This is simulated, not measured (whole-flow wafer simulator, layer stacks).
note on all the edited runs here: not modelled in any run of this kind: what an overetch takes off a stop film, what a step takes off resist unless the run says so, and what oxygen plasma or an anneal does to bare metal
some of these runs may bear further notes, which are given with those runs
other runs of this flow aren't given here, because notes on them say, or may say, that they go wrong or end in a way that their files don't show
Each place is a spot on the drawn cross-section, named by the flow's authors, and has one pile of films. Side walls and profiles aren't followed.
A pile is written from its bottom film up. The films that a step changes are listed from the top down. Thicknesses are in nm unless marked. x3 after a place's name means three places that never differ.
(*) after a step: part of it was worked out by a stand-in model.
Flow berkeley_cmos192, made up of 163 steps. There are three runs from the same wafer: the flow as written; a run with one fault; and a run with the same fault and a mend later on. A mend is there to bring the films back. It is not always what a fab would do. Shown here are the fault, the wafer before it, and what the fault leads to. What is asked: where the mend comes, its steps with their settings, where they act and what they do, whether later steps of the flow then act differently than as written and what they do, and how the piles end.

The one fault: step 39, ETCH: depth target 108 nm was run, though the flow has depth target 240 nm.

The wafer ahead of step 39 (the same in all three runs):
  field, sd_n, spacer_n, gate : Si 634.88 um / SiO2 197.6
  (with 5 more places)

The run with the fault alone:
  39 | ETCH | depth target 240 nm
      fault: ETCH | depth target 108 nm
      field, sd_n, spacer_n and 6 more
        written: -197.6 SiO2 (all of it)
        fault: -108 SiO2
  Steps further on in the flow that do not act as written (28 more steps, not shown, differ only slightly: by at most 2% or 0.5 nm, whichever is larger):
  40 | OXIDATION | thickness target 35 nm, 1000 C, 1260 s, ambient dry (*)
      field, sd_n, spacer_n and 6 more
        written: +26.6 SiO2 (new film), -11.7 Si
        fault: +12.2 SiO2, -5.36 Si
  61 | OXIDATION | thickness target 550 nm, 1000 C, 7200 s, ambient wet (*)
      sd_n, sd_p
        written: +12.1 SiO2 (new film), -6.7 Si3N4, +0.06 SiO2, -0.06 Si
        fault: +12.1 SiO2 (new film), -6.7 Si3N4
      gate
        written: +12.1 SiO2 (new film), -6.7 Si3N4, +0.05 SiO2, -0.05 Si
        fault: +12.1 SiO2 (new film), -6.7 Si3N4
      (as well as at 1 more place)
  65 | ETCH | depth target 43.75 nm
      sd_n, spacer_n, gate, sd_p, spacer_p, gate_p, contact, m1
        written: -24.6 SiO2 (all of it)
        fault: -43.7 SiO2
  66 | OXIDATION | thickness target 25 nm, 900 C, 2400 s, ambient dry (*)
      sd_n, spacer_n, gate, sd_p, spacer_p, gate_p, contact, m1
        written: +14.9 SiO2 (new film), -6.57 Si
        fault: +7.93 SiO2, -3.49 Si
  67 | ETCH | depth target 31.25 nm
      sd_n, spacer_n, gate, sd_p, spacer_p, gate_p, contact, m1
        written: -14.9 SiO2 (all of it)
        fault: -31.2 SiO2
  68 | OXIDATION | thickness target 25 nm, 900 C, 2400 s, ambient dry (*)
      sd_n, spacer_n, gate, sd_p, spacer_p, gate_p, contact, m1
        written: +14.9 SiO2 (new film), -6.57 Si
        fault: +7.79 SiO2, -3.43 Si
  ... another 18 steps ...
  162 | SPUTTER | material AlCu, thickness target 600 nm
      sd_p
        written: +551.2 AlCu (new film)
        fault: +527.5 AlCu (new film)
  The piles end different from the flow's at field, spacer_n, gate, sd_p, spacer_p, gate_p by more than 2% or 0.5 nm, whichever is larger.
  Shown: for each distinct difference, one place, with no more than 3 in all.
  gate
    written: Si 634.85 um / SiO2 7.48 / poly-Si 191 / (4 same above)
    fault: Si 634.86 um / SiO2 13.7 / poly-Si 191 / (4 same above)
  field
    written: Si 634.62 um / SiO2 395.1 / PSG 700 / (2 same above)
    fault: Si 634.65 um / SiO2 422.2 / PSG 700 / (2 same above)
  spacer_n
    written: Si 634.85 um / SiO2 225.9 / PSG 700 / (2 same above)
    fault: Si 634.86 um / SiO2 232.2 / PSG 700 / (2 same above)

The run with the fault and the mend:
  The mend follows step 39.
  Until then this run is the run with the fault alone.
  39a | ETCH | depth target 132 nm (the flow's step 39 again, with other settings)
      field, sd_n, spacer_n and 6 more
        -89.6 SiO2 (all of it)
  None of the later steps of the flow acts differently than as written at any place that is followed.
  By the end, the piles equal the flow's at every place that both follow.
